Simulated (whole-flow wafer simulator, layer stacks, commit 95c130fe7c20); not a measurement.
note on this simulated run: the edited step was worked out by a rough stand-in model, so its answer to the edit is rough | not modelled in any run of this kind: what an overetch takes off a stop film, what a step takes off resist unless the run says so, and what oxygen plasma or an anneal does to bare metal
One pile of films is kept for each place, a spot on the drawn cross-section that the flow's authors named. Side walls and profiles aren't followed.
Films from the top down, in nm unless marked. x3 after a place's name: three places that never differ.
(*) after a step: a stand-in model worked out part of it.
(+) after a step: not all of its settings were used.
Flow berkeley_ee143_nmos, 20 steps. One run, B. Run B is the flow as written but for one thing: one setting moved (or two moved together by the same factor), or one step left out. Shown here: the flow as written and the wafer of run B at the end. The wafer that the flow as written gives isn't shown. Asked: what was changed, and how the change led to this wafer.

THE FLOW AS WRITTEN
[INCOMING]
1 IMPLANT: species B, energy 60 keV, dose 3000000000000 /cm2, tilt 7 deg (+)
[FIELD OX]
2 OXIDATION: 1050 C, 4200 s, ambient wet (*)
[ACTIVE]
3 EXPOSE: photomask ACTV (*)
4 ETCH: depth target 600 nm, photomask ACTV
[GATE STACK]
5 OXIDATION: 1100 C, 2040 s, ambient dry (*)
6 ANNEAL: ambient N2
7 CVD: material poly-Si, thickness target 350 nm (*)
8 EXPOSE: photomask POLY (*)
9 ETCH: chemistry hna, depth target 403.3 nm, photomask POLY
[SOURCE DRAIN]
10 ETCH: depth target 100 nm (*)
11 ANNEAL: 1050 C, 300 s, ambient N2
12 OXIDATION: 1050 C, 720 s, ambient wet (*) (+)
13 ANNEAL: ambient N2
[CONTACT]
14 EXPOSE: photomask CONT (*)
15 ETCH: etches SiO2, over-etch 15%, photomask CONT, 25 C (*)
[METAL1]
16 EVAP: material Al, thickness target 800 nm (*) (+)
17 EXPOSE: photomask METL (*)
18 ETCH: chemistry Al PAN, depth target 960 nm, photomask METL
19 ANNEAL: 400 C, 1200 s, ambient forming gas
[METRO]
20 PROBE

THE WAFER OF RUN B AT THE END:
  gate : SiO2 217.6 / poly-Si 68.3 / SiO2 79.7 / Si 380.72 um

The cause: step 7, CVD: thickness target 164 nm was run, where the flow has thickness target 350 nm.

How the change led to this, step by step:
  7 CVD: material poly-Si, thickness target 350 nm (*)
      gate, sd, contact, field: poly-Si +164 (new film) (as written it would be: poly-Si +350 (new film))
  9 ETCH: chemistry hna, depth target 403.3 nm, photomask POLY
      sd, contact, field: poly-Si -164 (all of it) (as written it would be: poly-Si -350 (all of it))
